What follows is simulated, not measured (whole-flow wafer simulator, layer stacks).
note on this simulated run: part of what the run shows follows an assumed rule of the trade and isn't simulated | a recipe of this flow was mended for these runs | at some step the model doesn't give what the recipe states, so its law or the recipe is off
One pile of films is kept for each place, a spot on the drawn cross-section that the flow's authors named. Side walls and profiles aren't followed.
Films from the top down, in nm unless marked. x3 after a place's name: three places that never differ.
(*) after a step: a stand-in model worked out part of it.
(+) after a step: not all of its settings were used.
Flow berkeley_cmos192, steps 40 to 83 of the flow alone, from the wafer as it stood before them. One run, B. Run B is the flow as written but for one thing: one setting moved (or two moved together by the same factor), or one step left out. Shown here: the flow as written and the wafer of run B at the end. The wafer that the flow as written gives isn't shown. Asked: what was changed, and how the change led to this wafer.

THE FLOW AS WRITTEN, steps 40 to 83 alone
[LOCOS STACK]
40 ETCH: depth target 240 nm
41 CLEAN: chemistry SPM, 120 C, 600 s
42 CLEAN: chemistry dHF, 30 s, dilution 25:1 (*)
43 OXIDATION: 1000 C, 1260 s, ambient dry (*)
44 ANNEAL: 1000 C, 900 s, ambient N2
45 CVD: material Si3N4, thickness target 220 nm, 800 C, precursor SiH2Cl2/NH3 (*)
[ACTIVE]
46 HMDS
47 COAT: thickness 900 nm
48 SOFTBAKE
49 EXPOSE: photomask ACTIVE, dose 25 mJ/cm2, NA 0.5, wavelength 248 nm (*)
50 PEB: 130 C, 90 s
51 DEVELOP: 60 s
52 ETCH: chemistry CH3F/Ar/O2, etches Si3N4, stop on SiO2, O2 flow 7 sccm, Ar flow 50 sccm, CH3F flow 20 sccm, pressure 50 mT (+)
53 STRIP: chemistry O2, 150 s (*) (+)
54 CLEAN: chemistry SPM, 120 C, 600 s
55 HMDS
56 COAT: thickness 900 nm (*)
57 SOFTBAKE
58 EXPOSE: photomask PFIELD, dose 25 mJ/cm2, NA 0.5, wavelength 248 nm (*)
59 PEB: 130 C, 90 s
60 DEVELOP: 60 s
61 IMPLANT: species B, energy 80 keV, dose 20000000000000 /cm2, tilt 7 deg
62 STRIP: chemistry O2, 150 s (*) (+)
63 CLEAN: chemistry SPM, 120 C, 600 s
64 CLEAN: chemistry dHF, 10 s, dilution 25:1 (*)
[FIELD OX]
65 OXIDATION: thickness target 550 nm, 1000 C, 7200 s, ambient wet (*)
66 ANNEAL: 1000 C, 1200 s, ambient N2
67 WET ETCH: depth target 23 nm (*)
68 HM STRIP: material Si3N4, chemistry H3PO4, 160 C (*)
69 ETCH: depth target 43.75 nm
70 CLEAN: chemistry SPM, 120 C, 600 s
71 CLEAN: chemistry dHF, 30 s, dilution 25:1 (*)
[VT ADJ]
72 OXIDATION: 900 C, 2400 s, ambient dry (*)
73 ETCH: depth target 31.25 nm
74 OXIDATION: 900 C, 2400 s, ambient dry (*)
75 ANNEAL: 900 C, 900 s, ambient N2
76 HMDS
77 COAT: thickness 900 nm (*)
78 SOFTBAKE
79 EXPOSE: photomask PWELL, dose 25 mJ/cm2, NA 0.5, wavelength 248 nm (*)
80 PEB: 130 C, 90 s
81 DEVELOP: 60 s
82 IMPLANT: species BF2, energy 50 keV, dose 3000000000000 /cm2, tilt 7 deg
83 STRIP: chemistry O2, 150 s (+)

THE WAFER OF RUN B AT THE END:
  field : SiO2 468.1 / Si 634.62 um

The cause: step 69, ETCH: depth target 21.88 nm was run, where the flow has depth target 43.75 nm.

How the change led to this, step by step:
  69 ETCH: depth target 43.75 nm
      field: SiO2 -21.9 (as written it would be: SiO2 -43.8)
